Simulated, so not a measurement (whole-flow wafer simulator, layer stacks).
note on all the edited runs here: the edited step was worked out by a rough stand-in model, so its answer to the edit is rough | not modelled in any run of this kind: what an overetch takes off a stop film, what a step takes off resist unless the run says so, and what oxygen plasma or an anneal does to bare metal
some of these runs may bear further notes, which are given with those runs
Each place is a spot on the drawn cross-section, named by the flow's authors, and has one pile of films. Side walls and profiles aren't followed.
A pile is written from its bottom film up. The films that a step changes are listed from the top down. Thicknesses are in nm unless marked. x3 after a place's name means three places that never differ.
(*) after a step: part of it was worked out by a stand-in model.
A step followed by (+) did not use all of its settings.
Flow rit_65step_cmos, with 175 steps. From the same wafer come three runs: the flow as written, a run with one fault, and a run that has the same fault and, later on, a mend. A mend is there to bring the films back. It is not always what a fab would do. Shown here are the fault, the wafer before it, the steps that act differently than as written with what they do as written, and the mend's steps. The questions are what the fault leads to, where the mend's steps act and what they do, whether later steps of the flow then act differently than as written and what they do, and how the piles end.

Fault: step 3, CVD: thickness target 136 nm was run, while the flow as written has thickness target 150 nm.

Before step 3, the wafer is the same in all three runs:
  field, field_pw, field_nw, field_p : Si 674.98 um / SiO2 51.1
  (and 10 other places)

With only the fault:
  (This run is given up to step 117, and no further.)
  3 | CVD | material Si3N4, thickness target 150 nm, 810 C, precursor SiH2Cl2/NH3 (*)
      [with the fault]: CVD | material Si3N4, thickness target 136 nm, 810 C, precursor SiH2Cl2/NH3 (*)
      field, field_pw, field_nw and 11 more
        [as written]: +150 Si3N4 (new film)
        [with the fault]: +136 Si3N4 (new film)
  Steps further on in the flow that do not act as written (33 more steps, not shown, differ only slightly: by at most 2% or 0.5 nm, whichever is larger):
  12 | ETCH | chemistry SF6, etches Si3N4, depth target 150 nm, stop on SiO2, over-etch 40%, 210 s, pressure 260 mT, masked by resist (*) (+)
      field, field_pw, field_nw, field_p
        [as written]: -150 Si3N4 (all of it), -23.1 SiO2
        [with the fault]: -136 Si3N4 (all of it), -28.5 SiO2
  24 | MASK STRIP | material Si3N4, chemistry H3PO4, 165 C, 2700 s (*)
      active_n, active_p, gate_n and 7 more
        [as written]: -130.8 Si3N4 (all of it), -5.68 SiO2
        [with the fault]: -116.8 Si3N4 (all of it), -6.21 SiO2
  After step 117 the piles are close to the flow's at the places that both follow, differing by at most 2% or 0.5 nm, whichever is larger.

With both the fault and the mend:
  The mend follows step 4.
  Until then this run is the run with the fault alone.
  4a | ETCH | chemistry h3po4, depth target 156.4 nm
      field, field_pw, field_nw and 11 more
        -136 Si3N4 (all of it)
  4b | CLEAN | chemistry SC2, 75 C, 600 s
      leaves every film unchanged at each place that is followed
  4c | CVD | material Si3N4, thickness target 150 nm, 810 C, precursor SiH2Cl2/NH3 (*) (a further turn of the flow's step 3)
      field, field_pw, field_nw and 11 more
        +150 Si3N4 (new film)
  None of the later steps of the flow acts differently than as written at any place that is followed.
  The piles end the same as the flow's at every place that both follow.
